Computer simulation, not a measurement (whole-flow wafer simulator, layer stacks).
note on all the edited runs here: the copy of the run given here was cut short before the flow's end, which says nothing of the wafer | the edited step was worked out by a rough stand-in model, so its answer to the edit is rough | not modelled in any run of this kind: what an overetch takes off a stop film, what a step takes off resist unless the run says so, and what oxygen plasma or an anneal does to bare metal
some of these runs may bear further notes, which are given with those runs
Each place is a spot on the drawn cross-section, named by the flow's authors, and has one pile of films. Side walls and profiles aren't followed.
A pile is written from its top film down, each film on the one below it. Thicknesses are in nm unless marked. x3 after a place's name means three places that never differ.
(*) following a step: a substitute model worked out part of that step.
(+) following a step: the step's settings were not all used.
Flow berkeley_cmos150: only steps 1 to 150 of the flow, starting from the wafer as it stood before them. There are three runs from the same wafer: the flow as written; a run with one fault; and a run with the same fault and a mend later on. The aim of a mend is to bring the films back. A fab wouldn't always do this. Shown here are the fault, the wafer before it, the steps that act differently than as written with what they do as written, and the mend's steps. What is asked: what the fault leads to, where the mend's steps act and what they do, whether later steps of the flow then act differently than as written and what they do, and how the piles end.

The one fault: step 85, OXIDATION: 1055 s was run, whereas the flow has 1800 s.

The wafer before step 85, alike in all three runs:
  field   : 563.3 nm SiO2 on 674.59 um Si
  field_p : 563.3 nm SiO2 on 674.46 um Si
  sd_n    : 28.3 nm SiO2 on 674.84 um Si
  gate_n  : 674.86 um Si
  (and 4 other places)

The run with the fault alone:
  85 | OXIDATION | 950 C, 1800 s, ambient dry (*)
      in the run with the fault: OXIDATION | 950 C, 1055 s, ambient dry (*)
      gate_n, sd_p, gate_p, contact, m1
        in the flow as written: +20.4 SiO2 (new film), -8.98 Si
        in the run with the fault: +14.7 SiO2 (new film), -6.48 Si
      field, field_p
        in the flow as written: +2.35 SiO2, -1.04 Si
        in the run with the fault: +1.38 SiO2, -0.61 Si
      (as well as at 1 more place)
  Steps further on in the flow that do not act as written (22 more steps, not shown, differ only slightly: by at most 2% or 0.5 nm, whichever is larger):
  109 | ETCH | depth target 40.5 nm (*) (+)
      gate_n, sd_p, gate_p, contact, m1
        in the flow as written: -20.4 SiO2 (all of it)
        in the run with the fault: -14.7 SiO2 (all of it)
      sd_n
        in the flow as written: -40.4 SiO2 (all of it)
        in the run with the fault: -36 SiO2 (all of it)
  When the end is reached, the piles differ only a little from the flow's at the places that both follow, at most by 2% or 0.5 nm, whichever is larger.

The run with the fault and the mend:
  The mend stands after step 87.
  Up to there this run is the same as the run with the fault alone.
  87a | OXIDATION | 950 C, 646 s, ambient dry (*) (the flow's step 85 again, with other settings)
      gate_n, sd_p, gate_p, contact, m1
        +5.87 SiO2, -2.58 Si
      field, field_p
        +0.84 SiO2, -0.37 Si
      sd_n
        +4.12 SiO2, -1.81 Si
  Every later step of the flow that is run acts as written, at every place that is followed, to within 2% or 0.5 nm, whichever is larger.
  When the end is reached, the piles differ only a little from the flow's at the places that both follow, at most by 2% or 0.5 nm, whichever is larger.
